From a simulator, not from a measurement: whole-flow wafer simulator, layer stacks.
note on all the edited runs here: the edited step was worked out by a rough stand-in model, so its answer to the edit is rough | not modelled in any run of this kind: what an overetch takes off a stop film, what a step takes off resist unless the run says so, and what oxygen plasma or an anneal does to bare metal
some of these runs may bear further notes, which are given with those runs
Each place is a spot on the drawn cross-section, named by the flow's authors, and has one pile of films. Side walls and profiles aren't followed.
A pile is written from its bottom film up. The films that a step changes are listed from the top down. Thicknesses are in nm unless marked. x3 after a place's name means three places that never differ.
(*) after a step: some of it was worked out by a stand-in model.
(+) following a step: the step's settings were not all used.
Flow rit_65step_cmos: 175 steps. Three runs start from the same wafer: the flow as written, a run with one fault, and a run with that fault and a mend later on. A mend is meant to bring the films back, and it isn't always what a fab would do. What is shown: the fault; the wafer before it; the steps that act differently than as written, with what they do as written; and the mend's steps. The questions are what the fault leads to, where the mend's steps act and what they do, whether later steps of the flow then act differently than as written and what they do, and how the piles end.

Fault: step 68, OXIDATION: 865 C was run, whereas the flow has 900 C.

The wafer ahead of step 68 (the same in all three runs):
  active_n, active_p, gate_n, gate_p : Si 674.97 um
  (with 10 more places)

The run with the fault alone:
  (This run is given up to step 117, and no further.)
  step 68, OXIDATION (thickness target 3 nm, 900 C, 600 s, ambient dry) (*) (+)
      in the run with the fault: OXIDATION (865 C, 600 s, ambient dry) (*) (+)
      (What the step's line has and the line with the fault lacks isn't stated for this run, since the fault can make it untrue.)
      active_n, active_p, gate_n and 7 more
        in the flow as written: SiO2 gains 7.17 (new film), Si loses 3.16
        in the run with the fault: SiO2 gains 3 (new film), Si loses 1.32
  Later steps of the flow acting differently than as written (14 more steps, not shown, differ only slightly: by at most 2% or 0.5 nm, whichever is larger):
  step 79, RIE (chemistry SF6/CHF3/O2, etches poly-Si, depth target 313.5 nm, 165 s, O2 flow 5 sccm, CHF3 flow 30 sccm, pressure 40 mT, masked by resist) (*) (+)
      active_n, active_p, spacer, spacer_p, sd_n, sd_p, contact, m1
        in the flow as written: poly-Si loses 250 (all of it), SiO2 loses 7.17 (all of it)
        in the run with the fault: poly-Si loses 250 (all of it), SiO2 loses 3 (all of it)
  The piles after step 117 differ from the flow's at gate_n, gate_p by more than 2% or 0.5 nm, whichever is larger.
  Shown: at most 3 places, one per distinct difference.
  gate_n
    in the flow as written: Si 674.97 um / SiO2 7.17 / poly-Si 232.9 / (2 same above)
    in the run with the fault: Si 674.97 um / SiO2 3 / poly-Si 232.9 / (2 same above)

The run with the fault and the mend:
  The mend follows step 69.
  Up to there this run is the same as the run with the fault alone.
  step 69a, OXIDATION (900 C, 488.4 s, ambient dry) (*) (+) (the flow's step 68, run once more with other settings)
      active_n, active_p, gate_n and 7 more
        SiO2 gains 4, Si loses 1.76
  None of the later steps of the flow differs from how it acts as written, at any place that is followed, by more than 2% or 0.5 nm, whichever is larger.
  The piles end only slightly different from the flow's at the places that both follow, by no more than 2% or 0.5 nm, whichever is larger.
